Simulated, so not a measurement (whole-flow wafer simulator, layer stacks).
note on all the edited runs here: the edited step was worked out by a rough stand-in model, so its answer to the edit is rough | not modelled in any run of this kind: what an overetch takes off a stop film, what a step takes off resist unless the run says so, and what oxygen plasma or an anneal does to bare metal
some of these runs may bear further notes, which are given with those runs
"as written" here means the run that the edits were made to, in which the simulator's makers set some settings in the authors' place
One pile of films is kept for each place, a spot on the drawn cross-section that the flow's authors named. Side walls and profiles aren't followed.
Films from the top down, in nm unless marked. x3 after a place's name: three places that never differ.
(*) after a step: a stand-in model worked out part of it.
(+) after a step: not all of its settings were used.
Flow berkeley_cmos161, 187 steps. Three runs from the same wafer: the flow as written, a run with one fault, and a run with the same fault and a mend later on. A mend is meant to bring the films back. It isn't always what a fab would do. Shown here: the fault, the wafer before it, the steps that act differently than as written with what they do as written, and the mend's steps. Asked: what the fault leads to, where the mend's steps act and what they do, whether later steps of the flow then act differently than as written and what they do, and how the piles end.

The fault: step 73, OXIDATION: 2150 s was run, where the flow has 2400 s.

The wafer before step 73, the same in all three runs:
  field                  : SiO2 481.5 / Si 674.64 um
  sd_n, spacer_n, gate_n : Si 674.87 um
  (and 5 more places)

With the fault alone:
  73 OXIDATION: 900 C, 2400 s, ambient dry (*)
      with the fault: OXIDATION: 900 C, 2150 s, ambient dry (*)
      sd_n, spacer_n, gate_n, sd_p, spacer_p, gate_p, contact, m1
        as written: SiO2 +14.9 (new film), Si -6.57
        with the fault: SiO2 +13.9 (new film), Si -6.13
  Later steps of the flow that act differently than as written (43 more steps differ only slightly, by at most 2% or 0.5 nm, whichever is larger, and aren't shown):
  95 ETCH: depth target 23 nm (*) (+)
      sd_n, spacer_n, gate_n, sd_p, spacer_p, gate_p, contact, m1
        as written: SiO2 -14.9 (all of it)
        with the fault: SiO2 -13.9 (all of it)
  At the end the piles differ from the flow's only slightly at the places that both follow, by at most 2% or 0.5 nm, whichever is larger.

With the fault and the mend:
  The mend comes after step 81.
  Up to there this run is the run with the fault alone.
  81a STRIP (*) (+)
      sd_p
        KrF resist -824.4 (all of it)
      spacer_p
        KrF resist -806.7 (all of it)
      gate_p
        KrF resist -805.6 (all of it)
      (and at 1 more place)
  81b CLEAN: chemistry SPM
      changes no film at any place that is followed
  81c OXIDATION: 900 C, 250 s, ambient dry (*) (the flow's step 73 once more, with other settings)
      sd_n, spacer_n, gate_n, sd_p, spacer_p, gate_p, contact, m1
        SiO2 +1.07, Si -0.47
      field
        SiO2 +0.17, Si -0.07
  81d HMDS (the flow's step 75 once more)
      changes no film at any place that is followed
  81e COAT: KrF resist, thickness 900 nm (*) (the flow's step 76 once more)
      field
        KrF resist +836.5 (new film)
      sd_n
        KrF resist +1024.4 (new film)
      spacer_n
        KrF resist +984.7 (new film)
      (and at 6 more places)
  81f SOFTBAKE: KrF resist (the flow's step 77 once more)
      changes no film at any place that is followed
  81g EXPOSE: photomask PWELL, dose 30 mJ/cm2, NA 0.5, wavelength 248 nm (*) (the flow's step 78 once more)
      changes no film at any place that is followed
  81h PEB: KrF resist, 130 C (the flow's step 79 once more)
      sd_n, m1
        KrF resist -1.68
      spacer_n, gate_n
        KrF resist -1.61
      spacer_p, gate_p
        KrF resist -1.6
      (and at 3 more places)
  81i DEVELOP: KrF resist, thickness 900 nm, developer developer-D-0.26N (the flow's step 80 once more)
      sd_p, spacer_p, gate_p, m1
        KrF resist -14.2
      field
        KrF resist -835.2 (all of it)
      sd_n
        KrF resist -1022.8 (all of it)
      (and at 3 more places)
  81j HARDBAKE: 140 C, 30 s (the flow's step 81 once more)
      sd_p
        KrF resist -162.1
      spacer_p
        KrF resist -158.7
      gate_p
        KrF resist -158.5
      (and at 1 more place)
  No later step of the flow acts differently than as written, at any place that is followed, by more than 2% or 0.5 nm, whichever is larger.
  At the end the piles are the same as the flow's at every place that both follow.
